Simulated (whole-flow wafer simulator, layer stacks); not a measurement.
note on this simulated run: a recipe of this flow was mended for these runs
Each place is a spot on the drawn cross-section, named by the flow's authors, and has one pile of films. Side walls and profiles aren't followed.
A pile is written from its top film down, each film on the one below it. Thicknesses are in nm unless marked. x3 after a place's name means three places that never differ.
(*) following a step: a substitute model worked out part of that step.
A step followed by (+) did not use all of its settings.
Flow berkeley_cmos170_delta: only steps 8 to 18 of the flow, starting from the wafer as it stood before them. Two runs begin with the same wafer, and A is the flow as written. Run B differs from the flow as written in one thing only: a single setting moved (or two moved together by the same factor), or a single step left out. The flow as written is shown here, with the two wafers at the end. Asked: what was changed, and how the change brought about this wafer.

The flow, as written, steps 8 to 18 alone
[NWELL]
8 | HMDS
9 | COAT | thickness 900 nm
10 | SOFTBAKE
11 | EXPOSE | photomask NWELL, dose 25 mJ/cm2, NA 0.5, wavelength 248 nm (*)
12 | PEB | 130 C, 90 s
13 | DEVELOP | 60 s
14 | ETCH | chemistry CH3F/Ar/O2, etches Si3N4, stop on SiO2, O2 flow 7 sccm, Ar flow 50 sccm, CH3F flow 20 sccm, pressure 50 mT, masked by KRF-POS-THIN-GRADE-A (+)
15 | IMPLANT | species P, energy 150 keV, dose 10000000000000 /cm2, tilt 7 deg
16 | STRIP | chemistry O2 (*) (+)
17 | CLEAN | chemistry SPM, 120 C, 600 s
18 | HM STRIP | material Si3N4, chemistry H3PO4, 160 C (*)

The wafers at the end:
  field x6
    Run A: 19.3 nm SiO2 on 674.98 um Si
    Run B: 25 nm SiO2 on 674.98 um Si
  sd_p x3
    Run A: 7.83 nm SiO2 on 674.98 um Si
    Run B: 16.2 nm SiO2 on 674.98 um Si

What caused this: step 18, HM STRIP: 149 C was run, while the flow as written has 160 C.

The path from the change to this, step by step:
  18 | HM STRIP | material Si3N4, chemistry H3PO4, 160 C (*)
      field x6: A Si3N4 loses 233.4 (all of it), SiO2 loses 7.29 | B Si3N4 loses 233.4 (all of it), SiO2 loses 1.59
      sd_p x3: A SiO2 loses 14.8 | B SiO2 loses 6.43
